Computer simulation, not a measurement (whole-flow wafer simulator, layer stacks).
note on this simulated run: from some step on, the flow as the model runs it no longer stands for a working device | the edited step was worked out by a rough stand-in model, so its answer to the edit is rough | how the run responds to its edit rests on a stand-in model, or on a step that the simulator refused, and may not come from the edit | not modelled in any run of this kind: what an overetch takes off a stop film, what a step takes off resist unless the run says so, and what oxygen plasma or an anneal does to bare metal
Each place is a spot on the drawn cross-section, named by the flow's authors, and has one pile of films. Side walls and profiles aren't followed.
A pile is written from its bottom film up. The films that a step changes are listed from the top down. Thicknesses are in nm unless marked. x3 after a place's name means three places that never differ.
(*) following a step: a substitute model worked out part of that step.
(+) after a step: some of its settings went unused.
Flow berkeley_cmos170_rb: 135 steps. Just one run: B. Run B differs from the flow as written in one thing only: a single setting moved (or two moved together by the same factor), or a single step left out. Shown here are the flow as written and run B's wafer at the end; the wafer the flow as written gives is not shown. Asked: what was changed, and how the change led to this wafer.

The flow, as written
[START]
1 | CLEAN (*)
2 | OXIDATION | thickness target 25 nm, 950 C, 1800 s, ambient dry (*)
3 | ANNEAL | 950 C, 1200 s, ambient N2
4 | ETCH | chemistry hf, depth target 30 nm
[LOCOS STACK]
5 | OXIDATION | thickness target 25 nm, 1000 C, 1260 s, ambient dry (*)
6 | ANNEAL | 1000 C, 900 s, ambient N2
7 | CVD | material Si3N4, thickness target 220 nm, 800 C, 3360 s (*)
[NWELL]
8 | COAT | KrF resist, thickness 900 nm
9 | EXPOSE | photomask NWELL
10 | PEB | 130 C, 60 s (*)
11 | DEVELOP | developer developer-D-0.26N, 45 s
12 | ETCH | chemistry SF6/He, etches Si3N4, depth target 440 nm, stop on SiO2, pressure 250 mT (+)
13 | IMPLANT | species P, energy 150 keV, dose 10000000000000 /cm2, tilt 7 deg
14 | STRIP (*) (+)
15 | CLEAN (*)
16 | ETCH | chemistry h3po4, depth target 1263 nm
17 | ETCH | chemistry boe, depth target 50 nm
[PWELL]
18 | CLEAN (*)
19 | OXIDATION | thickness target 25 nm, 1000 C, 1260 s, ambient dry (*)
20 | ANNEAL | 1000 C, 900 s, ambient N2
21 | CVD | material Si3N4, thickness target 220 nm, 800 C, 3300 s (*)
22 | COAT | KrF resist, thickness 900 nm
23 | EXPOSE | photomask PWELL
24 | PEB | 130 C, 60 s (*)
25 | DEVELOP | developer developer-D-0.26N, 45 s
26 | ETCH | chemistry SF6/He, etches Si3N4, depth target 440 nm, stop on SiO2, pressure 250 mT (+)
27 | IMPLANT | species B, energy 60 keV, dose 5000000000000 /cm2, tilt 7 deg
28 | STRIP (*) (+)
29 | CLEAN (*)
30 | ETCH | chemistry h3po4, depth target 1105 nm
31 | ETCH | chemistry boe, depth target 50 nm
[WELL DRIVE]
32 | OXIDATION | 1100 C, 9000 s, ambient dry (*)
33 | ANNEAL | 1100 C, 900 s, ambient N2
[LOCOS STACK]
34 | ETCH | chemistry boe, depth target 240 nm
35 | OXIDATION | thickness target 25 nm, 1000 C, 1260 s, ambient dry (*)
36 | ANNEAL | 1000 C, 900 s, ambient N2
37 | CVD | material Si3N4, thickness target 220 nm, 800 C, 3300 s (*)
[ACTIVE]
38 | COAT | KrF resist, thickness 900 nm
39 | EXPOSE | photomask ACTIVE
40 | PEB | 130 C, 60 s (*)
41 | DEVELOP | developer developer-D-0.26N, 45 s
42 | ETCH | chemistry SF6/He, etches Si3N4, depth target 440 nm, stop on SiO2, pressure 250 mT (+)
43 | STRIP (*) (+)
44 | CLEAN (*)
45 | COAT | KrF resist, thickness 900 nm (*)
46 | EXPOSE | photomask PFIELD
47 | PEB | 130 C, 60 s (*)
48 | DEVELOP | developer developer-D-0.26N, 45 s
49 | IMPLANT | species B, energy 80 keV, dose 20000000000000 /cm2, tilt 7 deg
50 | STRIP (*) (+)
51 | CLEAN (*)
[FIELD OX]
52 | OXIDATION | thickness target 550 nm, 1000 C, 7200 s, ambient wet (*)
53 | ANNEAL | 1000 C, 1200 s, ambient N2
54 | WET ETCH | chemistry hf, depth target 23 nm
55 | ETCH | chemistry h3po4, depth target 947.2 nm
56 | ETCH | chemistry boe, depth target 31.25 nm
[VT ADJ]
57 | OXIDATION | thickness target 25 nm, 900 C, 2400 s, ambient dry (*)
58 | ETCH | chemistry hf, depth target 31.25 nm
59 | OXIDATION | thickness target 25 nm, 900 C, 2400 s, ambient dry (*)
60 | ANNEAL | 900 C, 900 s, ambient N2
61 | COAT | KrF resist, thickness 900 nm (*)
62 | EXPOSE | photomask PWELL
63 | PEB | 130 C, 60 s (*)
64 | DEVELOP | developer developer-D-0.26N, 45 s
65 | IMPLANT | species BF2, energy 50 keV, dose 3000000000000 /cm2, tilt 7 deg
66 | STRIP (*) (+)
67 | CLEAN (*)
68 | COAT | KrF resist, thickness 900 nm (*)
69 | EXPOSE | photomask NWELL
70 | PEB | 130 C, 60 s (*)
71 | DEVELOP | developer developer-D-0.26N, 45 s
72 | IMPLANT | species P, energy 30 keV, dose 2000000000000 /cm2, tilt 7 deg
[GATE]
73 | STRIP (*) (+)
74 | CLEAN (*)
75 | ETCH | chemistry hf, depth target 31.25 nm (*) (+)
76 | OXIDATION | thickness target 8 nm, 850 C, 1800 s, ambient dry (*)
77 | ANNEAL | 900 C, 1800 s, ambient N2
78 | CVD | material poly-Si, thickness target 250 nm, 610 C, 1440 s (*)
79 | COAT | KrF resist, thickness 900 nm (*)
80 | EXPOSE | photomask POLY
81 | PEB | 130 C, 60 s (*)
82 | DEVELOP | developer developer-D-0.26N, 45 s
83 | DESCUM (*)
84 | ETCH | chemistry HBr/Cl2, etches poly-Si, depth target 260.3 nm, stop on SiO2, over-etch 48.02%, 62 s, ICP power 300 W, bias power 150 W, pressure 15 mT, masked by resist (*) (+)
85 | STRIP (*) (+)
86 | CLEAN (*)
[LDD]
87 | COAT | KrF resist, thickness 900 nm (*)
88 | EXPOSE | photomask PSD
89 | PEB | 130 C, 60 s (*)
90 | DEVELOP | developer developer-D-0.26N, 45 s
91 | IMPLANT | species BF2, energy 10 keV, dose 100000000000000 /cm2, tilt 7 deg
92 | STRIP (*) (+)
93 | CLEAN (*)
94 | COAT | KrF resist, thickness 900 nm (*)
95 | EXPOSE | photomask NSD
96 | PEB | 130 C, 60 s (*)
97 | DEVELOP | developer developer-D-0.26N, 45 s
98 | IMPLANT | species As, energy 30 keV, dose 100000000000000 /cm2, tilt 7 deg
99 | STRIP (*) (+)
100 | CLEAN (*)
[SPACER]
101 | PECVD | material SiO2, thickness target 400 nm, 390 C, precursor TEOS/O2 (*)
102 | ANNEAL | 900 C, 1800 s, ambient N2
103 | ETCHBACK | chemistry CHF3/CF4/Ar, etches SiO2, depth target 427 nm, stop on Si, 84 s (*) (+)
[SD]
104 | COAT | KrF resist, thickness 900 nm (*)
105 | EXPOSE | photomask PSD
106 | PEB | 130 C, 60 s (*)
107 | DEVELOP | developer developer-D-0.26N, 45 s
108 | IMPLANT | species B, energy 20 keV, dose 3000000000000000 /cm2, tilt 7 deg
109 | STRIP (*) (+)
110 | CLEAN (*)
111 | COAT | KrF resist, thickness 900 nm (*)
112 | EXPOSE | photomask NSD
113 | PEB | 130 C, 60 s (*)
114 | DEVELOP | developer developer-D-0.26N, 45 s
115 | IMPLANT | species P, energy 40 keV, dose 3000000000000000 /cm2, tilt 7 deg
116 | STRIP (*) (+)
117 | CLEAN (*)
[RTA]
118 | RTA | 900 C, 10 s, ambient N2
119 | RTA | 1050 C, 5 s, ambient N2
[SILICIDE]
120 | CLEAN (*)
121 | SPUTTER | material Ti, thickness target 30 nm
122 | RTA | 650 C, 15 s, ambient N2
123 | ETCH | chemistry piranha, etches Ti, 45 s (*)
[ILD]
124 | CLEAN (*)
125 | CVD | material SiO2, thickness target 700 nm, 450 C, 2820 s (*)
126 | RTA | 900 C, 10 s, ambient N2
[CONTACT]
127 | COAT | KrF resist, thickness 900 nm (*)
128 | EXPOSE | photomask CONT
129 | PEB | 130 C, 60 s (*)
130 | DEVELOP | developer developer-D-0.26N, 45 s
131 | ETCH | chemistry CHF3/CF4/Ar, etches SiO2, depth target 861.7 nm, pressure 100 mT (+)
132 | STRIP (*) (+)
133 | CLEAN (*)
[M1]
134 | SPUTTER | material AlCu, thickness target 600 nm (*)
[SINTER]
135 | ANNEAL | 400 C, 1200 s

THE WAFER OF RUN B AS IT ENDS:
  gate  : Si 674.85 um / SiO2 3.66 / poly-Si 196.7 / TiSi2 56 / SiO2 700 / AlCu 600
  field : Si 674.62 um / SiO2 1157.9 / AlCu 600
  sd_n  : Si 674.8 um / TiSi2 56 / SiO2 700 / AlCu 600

Cause: step 76, OXIDATION: 775 C was run, though the flow has 850 C.

Step by step, how the change led to this:
  76 | OXIDATION | thickness target 8 nm, 850 C, 1800 s, ambient dry (*)
      sd_n, spacer_n, gate, sd_p, spacer_p, gate_p, contact, m1: +3.66 SiO2 (new film), -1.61 Si (in the flow as written it would be: +7.53 SiO2 (new film), -3.31 Si)
